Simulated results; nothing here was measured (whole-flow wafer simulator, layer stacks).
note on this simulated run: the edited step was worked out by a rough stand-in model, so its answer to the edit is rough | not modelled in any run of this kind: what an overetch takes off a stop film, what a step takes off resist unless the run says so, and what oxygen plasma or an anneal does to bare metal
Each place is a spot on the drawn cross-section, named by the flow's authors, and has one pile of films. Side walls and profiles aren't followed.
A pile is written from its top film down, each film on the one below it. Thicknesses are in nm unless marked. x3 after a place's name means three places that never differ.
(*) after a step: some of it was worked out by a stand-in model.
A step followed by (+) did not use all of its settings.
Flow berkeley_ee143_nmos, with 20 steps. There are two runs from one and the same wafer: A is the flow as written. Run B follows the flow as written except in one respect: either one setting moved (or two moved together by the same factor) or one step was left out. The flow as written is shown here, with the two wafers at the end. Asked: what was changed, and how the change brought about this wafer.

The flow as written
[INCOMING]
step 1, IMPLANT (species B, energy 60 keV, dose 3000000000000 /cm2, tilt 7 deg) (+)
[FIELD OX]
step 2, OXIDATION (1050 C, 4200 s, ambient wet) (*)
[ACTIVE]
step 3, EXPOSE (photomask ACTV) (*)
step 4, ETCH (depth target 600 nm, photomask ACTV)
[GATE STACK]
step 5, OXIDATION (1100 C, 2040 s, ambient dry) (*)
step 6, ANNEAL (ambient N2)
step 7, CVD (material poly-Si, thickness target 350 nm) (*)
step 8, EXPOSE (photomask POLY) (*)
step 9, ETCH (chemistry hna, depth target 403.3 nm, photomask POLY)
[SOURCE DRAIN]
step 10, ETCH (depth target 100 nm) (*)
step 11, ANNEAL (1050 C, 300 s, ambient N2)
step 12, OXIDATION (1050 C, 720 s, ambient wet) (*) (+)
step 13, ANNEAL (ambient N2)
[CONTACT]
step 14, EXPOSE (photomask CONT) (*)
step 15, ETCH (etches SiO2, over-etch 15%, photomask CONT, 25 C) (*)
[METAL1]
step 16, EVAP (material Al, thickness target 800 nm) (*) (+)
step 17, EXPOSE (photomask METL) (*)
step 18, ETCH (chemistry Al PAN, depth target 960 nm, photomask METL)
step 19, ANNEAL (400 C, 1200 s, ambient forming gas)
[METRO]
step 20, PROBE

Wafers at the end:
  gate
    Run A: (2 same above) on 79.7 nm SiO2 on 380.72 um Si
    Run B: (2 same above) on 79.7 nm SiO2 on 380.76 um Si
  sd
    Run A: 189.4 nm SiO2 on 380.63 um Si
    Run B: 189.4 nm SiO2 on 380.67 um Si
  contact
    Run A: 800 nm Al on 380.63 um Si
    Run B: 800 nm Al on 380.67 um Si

The reason: step 2, OXIDATION: 3150 s was run, though the flow has 4200 s.

The path from the change to this, step by step:
  step 2, OXIDATION (1050 C, 4200 s, ambient wet) (*)
      gate, sd, contact, field: A +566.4 SiO2 (new film), -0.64 chemical SiO2 (all of it), -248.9 Si | B +476.5 SiO2 (new film), -0.64 chemical SiO2 (all of it), -209.4 Si
  step 4, ETCH (depth target 600 nm, photomask ACTV)
      gate, sd, contact: A -566.4 SiO2 (all of it) | B -476.5 SiO2 (all of it)
  step 5, OXIDATION (1100 C, 2040 s, ambient dry) (*)
      field: A +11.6 SiO2, -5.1 Si | B +13.4 SiO2, -5.91 Si
  step 12, OXIDATION (1050 C, 720 s, ambient wet) (*) (+)
      field: A +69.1 SiO2, -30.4 Si | B +79.1 SiO2, -34.8 Si
